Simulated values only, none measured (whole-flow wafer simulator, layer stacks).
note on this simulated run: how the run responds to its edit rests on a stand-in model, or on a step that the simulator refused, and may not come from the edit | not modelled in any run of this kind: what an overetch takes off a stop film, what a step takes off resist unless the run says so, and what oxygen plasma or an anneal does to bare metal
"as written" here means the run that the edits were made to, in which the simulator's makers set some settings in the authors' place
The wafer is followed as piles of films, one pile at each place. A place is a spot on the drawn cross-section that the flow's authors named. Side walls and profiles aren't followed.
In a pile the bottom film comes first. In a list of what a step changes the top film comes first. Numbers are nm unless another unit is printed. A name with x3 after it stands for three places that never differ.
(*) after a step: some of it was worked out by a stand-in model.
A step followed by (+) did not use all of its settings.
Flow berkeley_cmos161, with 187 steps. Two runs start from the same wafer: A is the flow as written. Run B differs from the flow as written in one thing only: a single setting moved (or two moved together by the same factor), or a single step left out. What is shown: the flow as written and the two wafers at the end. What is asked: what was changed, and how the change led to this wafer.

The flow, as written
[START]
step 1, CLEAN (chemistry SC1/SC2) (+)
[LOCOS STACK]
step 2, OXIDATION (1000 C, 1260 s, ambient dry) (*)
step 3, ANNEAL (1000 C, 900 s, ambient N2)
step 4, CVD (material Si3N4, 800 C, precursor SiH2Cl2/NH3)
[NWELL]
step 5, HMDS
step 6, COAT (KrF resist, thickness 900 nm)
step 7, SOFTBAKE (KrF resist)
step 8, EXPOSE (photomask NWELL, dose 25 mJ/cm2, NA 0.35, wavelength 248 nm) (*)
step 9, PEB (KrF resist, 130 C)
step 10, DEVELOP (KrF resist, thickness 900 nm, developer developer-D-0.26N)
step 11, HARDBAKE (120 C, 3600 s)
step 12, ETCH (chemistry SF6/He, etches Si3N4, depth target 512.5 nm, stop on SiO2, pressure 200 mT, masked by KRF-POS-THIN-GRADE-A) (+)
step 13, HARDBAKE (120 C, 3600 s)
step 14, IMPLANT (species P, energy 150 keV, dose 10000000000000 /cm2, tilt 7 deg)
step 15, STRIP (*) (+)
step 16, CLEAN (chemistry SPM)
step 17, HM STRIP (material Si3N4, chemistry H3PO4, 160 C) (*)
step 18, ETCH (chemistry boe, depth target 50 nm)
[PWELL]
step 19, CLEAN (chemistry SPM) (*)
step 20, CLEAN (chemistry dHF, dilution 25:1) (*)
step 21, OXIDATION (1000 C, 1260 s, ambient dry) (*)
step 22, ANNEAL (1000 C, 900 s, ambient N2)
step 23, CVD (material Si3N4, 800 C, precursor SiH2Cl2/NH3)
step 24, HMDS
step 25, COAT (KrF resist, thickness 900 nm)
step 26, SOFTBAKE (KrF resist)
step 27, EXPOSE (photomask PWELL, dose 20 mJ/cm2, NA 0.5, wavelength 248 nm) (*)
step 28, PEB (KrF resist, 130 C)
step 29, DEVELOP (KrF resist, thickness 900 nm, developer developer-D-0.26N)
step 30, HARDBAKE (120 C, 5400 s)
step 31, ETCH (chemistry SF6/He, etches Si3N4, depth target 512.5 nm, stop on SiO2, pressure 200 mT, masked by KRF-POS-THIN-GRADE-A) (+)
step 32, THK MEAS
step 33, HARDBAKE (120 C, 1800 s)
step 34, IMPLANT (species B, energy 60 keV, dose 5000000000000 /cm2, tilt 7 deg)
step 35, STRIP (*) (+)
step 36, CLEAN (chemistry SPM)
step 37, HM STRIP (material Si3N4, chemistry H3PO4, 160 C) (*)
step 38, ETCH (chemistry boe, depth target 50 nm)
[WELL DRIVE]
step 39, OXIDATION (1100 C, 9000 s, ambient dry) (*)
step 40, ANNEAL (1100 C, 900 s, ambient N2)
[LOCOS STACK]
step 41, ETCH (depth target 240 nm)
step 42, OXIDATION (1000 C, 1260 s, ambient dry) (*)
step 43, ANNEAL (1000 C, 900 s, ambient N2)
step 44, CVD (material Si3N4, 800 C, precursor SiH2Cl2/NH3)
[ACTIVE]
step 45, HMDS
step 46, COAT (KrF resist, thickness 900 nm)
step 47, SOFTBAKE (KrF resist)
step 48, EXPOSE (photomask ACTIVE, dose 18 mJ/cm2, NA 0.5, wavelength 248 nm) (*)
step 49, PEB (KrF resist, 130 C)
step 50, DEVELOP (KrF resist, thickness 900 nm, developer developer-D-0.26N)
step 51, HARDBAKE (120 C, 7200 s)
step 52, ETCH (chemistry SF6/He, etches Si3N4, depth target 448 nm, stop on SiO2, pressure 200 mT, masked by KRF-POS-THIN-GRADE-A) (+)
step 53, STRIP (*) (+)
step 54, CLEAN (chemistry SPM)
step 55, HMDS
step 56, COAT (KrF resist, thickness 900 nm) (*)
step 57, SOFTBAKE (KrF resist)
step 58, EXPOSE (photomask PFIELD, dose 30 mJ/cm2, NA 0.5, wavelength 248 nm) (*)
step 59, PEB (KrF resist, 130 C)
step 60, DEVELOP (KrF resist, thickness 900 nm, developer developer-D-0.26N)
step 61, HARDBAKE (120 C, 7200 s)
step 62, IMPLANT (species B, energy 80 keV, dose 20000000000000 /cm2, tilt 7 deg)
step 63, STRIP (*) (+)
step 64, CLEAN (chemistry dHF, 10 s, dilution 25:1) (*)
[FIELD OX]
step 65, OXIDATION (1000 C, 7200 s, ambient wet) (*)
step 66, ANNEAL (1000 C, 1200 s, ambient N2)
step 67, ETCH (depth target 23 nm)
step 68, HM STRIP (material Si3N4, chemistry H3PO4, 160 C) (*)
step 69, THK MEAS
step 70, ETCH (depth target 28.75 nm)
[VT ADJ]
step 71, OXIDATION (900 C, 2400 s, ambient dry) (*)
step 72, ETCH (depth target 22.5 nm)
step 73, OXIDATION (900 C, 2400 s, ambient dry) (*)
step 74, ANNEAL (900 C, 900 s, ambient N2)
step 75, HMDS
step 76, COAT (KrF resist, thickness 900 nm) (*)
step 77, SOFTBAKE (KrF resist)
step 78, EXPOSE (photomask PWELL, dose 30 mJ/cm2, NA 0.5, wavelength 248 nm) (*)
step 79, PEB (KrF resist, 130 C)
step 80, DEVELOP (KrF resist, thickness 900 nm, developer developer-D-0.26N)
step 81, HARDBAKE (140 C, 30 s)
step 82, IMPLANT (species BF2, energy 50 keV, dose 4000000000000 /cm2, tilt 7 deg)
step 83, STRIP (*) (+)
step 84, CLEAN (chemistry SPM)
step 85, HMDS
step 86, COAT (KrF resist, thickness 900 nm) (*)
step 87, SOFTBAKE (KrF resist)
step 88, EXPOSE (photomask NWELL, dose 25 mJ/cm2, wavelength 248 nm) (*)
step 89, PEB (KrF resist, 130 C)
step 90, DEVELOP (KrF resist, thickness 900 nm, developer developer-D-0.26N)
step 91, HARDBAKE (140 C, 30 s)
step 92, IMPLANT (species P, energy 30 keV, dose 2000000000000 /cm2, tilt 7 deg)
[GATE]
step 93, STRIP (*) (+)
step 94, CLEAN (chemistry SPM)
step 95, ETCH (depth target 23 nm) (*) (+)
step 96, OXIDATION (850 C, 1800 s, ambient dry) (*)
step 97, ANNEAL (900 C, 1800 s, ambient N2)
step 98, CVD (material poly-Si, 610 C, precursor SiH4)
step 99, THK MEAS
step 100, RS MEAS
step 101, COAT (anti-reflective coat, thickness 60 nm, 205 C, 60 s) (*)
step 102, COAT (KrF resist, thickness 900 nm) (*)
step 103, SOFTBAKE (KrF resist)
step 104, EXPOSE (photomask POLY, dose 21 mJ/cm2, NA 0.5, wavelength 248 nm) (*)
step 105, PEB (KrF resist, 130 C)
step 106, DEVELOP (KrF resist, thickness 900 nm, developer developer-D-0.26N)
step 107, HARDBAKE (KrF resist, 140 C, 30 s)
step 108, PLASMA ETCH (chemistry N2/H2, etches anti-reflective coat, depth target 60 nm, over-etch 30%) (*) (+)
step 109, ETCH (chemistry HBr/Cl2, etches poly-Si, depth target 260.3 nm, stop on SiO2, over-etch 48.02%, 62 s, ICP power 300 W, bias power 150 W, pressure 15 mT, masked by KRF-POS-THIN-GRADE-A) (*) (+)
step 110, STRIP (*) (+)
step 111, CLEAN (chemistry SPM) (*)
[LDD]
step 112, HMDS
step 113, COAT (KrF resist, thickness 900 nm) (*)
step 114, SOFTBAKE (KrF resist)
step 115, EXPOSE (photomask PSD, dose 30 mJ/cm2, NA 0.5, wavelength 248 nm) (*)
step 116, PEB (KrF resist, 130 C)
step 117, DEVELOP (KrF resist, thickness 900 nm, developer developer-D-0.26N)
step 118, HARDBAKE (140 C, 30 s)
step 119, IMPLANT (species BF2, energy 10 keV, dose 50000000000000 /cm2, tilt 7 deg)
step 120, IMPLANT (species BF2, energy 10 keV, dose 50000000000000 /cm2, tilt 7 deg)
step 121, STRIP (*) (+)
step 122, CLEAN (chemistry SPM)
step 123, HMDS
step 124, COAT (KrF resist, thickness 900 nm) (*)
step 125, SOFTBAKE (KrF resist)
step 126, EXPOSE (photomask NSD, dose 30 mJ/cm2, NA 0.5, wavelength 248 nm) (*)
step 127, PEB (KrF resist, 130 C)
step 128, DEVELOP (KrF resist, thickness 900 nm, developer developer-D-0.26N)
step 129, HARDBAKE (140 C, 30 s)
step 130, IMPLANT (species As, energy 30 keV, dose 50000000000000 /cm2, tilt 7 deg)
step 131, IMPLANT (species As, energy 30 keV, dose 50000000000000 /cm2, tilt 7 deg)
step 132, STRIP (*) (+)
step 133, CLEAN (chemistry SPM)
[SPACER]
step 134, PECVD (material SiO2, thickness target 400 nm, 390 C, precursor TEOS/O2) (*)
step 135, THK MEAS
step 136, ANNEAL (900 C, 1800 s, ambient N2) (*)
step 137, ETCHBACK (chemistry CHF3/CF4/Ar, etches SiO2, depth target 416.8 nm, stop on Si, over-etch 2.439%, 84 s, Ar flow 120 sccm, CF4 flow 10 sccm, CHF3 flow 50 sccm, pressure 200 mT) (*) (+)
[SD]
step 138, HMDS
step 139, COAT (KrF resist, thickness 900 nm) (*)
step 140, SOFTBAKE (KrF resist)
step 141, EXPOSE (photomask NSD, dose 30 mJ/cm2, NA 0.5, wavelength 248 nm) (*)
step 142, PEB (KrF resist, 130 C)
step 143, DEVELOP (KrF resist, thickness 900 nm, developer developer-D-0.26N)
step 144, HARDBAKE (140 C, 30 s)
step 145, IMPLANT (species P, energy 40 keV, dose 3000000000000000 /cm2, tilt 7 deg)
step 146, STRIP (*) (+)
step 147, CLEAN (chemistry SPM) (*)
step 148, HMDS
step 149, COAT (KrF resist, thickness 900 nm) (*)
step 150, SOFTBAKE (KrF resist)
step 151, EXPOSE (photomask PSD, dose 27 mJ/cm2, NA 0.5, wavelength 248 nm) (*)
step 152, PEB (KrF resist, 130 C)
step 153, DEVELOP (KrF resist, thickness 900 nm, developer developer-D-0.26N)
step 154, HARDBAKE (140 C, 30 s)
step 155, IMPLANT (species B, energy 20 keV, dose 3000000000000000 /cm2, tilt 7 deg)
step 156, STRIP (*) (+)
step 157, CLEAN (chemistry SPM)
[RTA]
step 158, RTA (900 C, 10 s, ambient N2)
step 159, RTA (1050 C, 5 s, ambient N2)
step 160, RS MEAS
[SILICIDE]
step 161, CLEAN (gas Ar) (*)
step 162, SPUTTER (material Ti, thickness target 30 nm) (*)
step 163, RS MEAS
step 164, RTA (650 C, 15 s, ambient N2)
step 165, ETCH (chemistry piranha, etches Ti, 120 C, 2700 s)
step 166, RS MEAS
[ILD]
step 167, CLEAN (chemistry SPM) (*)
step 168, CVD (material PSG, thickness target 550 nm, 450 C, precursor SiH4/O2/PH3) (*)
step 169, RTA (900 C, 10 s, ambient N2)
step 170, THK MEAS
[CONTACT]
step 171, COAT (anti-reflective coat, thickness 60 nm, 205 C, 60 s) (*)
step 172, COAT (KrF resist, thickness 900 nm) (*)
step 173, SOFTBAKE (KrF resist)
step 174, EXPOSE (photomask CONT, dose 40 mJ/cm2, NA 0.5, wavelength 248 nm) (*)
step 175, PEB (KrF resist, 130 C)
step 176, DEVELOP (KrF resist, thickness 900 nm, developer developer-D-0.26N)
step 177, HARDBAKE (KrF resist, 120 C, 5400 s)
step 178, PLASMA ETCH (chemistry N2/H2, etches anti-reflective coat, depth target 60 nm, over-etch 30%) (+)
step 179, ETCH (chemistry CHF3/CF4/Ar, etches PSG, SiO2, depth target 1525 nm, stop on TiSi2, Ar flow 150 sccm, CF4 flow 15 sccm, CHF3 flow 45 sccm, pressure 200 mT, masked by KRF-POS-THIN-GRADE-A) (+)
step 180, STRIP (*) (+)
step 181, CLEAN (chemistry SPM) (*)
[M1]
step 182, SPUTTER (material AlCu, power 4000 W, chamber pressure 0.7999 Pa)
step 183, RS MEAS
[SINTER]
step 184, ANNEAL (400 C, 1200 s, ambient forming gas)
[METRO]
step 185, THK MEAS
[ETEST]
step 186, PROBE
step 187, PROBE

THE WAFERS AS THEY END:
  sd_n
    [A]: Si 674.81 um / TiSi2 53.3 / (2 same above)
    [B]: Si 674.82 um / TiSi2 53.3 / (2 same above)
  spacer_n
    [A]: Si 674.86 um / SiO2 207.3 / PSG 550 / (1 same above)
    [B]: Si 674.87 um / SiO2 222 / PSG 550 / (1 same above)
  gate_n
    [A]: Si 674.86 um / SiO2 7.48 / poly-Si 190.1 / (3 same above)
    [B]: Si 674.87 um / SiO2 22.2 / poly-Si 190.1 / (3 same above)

The reason: step 41, ETCH: depth target 133 nm was run, while the flow as written has depth target 240 nm.

Step by step, how the change led to this:
  step 41, ETCH (depth target 240 nm)
      field, sd_n, spacer_n and 6 more: A -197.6 SiO2 (all of it) | B -133 SiO2
  step 42, OXIDATION (1000 C, 1260 s, ambient dry) (*)
      field, sd_n, spacer_n and 6 more: A +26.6 SiO2 (new film), -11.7 Si | B +14 SiO2, -6.15 Si
  step 65, OXIDATION (1000 C, 7200 s, ambient wet) (*)
      spacer_n, spacer_p: A +12.1 SiO2 (new film), -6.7 Si3N4 | B +12.1 SiO2 (new film), -6.7 Si3N4, +0.1 SiO2
      contact: A +12.1 SiO2 (new film), -6.7 Si3N4 | B +12.1 SiO2 (new film), -6.7 Si3N4, +0.19 SiO2, -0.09 Si
      (and at 3 other places as well)
  step 70, ETCH (depth target 28.75 nm)
      spacer_n, gate_n, spacer_p, gate_p, contact, m1: A -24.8 SiO2 (all of it) | B -28.8 SiO2
      sd_n, sd_p: A -25 SiO2 (all of it) | B -28.8 SiO2
  step 71, OXIDATION (900 C, 2400 s, ambient dry) (*)
      spacer_n, gate_n, spacer_p, gate_p, m1: A +14.9 SiO2 (new film), -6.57 Si | B +8.24 SiO2, -3.62 Si
      sd_n: A +14.9 SiO2 (new film), -6.57 Si | B +7.66 SiO2, -3.37 Si
      (and at 2 other places as well)
  step 72, ETCH (depth target 22.5 nm)
      sd_n, spacer_n, gate_n, sd_p, spacer_p, gate_p, contact, m1: A -14.9 SiO2 (all of it) | B -22.5 SiO2
  step 73, OXIDATION (900 C, 2400 s, ambient dry) (*)
      spacer_n, gate_n, spacer_p, gate_p, contact, m1: A +14.9 SiO2 (new film), -6.57 Si | B +7.62 SiO2, -3.35 Si
      sd_n: A +14.9 SiO2 (new film), -6.57 Si | B +7.16 SiO2, -3.15 Si
      (and at 1 other place as well)
  step 95, ETCH (depth target 23 nm) (*) (+)
      sd_n, spacer_n, gate_n, sd_p, spacer_p, gate_p, contact, m1: A -14.9 SiO2 (all of it) | B -23 SiO2
  step 96, OXIDATION (850 C, 1800 s, ambient dry) (*)
      spacer_n, gate_n, spacer_p, gate_p, m1: A +7.48 SiO2 (new film), -3.29 Si | B +3.69 SiO2, -1.62 Si
      sd_n, sd_p: A +7.48 SiO2 (new film), -3.29 Si | B +3.32 SiO2, -1.46 Si
      (and at 1 other place as well)
  step 101, COAT (anti-reflective coat, thickness 60 nm, 205 C, 60 s) (*)
      spacer_n: A +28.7 anti-reflective coat (new film) | B +30.9 anti-reflective coat (new film)
      gate_n: A +23.7 anti-reflective coat (new film) | B +25.8 anti-reflective coat (new film)
      (and at 4 other places as well)
  step 108, PLASMA ETCH (chemistry N2/H2, etches anti-reflective coat, depth target 60 nm, over-etch 30%) (*) (+)
      spacer_n: A -28.7 anti-reflective coat (all of it), -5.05 poly-Si | B -30.9 anti-reflective coat (all of it), -4.97 poly-Si
      spacer_p: A -30.4 anti-reflective coat (all of it), -5 poly-Si | B -33.9 anti-reflective coat (all of it), -4.89 poly-Si
      (and at 2 other places as well)
  step 110, STRIP (*) (+)
      gate_n: A +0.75 chemical SiO2 (new film), -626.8 KrF resist (all of it), -23.7 anti-reflective coat (all of it), -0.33 poly-Si | B +0.75 chemical SiO2 (new film), -630.4 KrF resist (all of it), -25.8 anti-reflective coat (all of it), -0.33 poly-Si
      gate_p: A +0.75 chemical SiO2 (new film), -598.2 KrF resist (all of it), -27.9 anti-reflective coat (all of it), -0.33 poly-Si | B +0.75 chemical SiO2 (new film), -600.4 KrF resist (all of it), -31.4 anti-reflective coat (all of it), -0.33 poly-Si
  step 137, ETCHBACK (chemistry CHF3/CF4/Ar, etches SiO2, depth target 416.8 nm, stop on Si, over-etch 2.439%, 84 s, Ar flow 120 sccm, CF4 flow 10 sccm, CHF3 flow 50 sccm, pressure 200 mT) (*) (+)
      sd_n: A -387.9 SiO2 (all of it) | B -413.2 SiO2 (all of it)
      sd_p: A -373.4 SiO2 (all of it) | B -398.6 SiO2 (all of it)
      (and at 2 other places as well)
  step 171, COAT (anti-reflective coat, thickness 60 nm, 205 C, 60 s) (*)
      sd_n: A +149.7 anti-reflective coat (new film) | B +178.1 anti-reflective coat (new film)
      sd_p: A +91.6 anti-reflective coat (new film) | B +95.6 anti-reflective coat (new film)
      (and at 1 other place as well)
  step 180, STRIP (*) (+)
      sd_n: A -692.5 KrF resist (all of it), -149.7 anti-reflective coat (all of it) | B -684.8 KrF resist (all of it), -178.1 anti-reflective coat (all of it)
      sd_p: A -777.2 KrF resist (all of it), -91.6 anti-reflective coat (all of it) | B -793.5 KrF resist (all of it), -95.6 anti-reflective coat (all of it)
      (and at 1 other place as well)
  step 182, SPUTTER (material AlCu, power 4000 W, chamber pressure 0.7999 Pa)
      sd_p: A +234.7 AlCu (new film) | B +227.4 AlCu (new film)
